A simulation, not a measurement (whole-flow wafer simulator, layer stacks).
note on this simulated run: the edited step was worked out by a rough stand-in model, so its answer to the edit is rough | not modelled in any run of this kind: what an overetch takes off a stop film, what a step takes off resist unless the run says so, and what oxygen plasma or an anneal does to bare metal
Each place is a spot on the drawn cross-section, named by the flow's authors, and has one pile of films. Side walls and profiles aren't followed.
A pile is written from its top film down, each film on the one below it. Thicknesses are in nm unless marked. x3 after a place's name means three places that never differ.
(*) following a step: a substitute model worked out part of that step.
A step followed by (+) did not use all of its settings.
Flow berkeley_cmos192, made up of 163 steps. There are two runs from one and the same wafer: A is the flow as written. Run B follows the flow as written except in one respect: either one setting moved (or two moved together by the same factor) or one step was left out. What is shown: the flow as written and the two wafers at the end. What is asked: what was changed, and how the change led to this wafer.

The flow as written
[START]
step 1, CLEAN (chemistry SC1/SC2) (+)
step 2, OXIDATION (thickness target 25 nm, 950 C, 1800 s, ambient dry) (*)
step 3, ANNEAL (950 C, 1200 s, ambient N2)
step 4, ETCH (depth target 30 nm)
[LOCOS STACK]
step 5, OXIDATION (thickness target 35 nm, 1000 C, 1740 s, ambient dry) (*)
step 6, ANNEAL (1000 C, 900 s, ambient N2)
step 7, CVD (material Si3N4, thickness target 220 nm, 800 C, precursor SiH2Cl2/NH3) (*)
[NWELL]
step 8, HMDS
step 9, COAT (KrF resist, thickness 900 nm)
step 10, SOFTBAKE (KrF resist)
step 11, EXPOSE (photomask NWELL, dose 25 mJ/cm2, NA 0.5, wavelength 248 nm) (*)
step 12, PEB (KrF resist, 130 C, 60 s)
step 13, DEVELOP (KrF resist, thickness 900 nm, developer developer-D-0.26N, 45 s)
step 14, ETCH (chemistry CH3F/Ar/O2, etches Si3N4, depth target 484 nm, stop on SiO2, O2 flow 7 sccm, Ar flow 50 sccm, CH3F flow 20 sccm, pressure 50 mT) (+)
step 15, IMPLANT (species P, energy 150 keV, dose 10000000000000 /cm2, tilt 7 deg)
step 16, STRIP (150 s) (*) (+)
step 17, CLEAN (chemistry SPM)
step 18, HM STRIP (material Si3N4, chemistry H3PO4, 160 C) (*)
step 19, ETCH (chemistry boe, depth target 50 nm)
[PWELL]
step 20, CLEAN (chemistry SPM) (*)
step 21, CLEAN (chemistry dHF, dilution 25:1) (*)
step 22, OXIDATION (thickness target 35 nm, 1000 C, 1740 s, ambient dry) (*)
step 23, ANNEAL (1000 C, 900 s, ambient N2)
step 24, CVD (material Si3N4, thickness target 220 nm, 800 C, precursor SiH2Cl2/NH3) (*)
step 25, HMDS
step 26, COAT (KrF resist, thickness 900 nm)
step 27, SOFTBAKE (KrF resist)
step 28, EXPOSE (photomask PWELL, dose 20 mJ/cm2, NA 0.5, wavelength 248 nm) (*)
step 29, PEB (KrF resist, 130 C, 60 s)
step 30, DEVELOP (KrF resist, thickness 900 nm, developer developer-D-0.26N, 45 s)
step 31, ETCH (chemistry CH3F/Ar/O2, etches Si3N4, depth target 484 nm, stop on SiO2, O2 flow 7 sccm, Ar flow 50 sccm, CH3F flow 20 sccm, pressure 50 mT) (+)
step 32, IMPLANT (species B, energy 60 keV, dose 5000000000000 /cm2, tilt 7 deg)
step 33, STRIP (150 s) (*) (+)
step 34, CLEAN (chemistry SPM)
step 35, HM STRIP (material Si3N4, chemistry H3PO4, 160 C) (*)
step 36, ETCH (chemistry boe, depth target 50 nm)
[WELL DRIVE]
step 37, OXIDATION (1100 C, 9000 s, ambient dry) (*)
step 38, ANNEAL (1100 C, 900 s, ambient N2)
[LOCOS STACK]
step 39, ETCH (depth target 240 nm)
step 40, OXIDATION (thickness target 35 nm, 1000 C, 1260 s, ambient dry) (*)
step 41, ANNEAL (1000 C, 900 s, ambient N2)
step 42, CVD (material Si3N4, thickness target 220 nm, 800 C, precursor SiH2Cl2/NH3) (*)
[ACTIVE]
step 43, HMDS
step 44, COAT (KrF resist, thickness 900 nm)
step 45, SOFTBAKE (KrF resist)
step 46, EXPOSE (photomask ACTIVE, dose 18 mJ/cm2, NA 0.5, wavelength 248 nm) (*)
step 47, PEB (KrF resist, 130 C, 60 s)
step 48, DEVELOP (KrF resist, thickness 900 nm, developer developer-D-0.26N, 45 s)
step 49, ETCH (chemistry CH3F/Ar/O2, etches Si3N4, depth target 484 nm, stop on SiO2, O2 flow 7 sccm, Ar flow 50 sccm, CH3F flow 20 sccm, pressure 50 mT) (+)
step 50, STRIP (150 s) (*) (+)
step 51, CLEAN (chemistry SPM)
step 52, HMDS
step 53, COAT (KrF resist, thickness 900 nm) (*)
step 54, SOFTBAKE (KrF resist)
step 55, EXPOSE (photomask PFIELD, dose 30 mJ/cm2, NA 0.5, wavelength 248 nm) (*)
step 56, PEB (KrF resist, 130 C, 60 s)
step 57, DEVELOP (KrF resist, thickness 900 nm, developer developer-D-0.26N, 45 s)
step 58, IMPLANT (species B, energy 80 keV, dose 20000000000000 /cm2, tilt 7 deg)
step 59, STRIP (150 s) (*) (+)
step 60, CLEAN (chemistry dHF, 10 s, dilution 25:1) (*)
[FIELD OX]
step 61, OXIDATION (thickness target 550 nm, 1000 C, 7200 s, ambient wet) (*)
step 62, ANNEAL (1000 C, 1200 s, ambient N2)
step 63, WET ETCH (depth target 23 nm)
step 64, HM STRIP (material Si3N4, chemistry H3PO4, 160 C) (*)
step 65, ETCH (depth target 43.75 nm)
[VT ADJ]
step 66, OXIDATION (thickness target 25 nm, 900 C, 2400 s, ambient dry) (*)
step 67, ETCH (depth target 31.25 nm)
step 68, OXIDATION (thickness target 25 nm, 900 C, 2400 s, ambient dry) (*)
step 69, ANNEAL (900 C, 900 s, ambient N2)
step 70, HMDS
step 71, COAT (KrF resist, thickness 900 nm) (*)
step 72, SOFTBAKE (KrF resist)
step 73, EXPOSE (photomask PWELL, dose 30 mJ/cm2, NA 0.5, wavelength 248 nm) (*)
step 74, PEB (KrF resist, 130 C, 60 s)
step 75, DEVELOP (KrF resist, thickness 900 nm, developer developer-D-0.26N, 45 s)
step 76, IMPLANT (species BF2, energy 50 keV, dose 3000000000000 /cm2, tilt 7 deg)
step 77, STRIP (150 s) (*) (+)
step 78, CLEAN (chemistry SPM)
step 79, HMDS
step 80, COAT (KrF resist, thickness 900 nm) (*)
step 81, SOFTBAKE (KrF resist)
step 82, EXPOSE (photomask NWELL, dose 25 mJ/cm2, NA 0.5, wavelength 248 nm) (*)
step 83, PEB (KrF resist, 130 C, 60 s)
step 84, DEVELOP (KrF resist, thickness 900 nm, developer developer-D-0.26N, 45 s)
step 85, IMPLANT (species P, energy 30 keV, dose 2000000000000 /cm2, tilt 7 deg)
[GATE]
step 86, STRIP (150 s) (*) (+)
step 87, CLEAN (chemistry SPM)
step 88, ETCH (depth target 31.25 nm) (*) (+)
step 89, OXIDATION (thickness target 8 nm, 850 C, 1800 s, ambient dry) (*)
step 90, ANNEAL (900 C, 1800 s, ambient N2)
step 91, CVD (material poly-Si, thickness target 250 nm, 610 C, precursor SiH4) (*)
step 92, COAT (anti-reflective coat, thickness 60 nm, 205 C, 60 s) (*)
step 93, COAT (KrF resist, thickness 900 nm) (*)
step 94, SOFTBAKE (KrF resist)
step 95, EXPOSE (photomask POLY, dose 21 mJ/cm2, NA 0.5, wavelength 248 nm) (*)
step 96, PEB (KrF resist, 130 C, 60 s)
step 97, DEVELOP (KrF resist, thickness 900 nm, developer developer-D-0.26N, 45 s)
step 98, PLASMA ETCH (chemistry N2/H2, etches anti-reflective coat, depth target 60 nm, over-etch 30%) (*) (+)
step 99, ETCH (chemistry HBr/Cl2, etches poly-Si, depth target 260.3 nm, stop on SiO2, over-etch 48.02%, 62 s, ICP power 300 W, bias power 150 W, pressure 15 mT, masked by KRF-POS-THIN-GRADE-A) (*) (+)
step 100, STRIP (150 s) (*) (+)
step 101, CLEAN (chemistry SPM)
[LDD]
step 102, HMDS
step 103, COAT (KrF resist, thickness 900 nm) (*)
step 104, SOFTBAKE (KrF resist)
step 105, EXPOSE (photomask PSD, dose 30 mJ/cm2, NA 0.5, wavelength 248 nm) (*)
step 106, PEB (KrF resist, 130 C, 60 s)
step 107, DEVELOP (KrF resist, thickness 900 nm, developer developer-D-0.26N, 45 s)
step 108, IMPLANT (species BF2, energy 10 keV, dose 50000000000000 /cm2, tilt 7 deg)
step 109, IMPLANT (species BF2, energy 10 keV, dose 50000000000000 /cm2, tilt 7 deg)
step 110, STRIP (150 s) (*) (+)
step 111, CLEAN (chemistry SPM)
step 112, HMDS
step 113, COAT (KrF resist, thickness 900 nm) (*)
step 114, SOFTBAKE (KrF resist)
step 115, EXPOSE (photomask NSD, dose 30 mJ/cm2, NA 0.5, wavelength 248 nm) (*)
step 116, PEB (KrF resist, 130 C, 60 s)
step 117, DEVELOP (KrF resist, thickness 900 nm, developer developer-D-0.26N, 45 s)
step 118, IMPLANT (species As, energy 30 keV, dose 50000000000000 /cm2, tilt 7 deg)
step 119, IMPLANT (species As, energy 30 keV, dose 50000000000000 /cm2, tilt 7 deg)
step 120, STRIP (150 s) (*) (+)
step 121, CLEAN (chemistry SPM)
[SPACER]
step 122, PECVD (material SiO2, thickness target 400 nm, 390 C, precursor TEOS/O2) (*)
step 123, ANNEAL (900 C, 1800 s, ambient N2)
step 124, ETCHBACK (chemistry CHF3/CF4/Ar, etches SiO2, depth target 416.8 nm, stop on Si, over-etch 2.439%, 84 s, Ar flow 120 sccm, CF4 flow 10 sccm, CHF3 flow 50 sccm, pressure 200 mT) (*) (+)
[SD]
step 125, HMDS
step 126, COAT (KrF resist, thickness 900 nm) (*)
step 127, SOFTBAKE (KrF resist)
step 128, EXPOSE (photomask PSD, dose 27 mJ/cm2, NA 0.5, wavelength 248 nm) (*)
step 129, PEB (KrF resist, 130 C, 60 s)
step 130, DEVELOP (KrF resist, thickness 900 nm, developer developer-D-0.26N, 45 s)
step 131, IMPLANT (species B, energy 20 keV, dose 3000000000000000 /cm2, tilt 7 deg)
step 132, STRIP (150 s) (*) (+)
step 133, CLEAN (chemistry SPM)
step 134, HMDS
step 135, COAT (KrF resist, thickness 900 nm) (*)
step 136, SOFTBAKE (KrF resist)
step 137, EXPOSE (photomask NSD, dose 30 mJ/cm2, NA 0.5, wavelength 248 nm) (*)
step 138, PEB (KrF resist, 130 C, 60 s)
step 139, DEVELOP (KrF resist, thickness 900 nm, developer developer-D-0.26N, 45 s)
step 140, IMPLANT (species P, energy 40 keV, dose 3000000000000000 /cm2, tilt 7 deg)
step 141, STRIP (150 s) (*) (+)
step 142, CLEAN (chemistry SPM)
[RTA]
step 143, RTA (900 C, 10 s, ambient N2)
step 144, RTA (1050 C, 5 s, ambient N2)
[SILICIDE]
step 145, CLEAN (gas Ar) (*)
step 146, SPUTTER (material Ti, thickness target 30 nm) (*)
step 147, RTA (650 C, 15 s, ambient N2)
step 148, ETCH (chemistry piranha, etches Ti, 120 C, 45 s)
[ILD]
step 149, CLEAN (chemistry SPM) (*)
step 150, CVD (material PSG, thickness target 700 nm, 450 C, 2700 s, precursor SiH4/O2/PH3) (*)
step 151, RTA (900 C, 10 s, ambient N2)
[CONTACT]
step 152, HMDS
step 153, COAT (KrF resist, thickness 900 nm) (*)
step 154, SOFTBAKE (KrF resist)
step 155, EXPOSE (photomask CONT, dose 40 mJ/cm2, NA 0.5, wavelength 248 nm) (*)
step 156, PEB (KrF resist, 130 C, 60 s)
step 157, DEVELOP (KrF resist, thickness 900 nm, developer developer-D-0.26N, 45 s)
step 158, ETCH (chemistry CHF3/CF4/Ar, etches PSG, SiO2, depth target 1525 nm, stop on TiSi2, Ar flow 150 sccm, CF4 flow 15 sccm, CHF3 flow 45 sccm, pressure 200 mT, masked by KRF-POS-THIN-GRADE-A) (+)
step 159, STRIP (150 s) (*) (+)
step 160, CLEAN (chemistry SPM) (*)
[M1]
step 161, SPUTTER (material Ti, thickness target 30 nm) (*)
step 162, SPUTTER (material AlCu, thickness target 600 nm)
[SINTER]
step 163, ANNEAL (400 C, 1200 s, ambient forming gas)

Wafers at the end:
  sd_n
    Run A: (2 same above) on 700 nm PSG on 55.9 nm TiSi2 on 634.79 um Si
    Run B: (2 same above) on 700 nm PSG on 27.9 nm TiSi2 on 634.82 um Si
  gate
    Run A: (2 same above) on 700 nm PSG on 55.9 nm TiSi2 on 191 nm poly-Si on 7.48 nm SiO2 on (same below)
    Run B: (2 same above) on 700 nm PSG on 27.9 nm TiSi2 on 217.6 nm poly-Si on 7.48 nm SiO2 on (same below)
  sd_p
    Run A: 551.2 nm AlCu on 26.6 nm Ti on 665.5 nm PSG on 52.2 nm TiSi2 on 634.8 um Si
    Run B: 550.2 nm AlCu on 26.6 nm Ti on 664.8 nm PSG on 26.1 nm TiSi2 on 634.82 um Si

The reason: step 146, SPUTTER: thickness target 15 nm was run, whereas the flow has thickness target 30 nm.

The path from the change to this, step by step:
  step 146, SPUTTER (material Ti, thickness target 30 nm) (*)
      field, sd_n, spacer_n, gate, spacer_p, gate_p, contact, m1: A +30 Ti (new film) | B +15 Ti (new film)
      sd_p: A +28 Ti (new film) | B +14 Ti (new film)
  step 147, RTA (650 C, 15 s, ambient N2)
      sd_n, contact, m1: A -23.4 Ti, +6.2 TiSi first (new film), +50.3 TiSi2 C49 (new film), -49 Si | B -11.7 Ti, +29.8 TiSi2 C49 (new film), -26.6 Si
      gate, gate_p: A -23.4 Ti, +6.2 TiSi first (new film), +50.3 TiSi2 C49 (new film), -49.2 poly-Si | B -11.7 Ti, +29.8 TiSi2 C49 (new film), -26.7 poly-Si
      (as well as at 1 more place)
  step 148, ETCH (chemistry piranha, etches Ti, 120 C, 45 s)
      sd_n, gate, gate_p, contact, m1: A -6.6 Ti (all of it), -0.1 TiSi first | B -3.3 Ti (all of it), -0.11 TiSi2 C49
      sd_p: A -6.17 Ti (all of it), -0.1 TiSi first | B -3.08 Ti (all of it), -0.11 TiSi2 C49
      (as well as at 3 more places)
  step 151, RTA (900 C, 10 s, ambient N2)
      sd_n, contact, m1: A under 1 film: +55.9 TiSi2 (new film), -6.09 TiSi first (all of it), -50.3 TiSi2 C49 (all of it), -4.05 Si | B under 1 film: +27.9 TiSi2 (new film), -29.7 TiSi2 C49 (all of it)
      gate, gate_p: A under 1 film: +55.9 TiSi2 (new film), -6.09 TiSi first (all of it), -50.3 TiSi2 C49 (all of it), -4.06 poly-Si | B under 1 film: +27.9 TiSi2 (new film), -29.7 TiSi2 C49 (all of it)
      (as well as at 1 more place)
